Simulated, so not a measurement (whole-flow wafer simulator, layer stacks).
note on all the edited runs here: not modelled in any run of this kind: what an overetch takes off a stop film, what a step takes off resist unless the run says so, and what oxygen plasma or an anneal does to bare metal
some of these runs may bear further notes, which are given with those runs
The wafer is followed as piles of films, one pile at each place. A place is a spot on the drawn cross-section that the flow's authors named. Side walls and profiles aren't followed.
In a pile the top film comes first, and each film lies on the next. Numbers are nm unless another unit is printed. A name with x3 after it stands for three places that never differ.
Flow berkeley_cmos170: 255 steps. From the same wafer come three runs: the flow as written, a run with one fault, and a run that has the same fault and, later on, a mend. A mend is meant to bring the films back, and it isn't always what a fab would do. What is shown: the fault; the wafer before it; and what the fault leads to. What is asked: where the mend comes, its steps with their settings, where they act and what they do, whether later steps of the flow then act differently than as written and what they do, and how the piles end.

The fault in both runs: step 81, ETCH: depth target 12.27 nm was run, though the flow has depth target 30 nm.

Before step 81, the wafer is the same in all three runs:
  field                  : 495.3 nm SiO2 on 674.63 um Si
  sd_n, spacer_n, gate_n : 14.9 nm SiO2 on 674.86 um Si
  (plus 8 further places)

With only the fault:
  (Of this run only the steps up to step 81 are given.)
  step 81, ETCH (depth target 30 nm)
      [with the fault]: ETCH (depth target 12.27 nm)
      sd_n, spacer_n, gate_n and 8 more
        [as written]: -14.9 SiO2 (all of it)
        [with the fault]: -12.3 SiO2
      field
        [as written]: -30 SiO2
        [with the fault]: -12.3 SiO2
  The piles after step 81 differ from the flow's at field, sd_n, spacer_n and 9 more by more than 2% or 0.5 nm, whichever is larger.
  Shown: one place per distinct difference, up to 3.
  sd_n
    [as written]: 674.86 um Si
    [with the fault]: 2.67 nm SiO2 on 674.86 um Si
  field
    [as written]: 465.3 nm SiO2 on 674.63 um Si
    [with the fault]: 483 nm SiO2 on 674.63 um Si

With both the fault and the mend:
  After step 81 comes the mend.
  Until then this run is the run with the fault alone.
  step 81a, ETCH (depth target 17.73 nm) (the flow's step 81, run once more with other settings)
      sd_n, spacer_n, gate_n and 8 more
        -2.67 SiO2 (all of it)
      field
        -17.7 SiO2
  Every later step of the flow that is run acts as written at every place that is followed.
  By the end, the piles equal the flow's at every place that both follow.
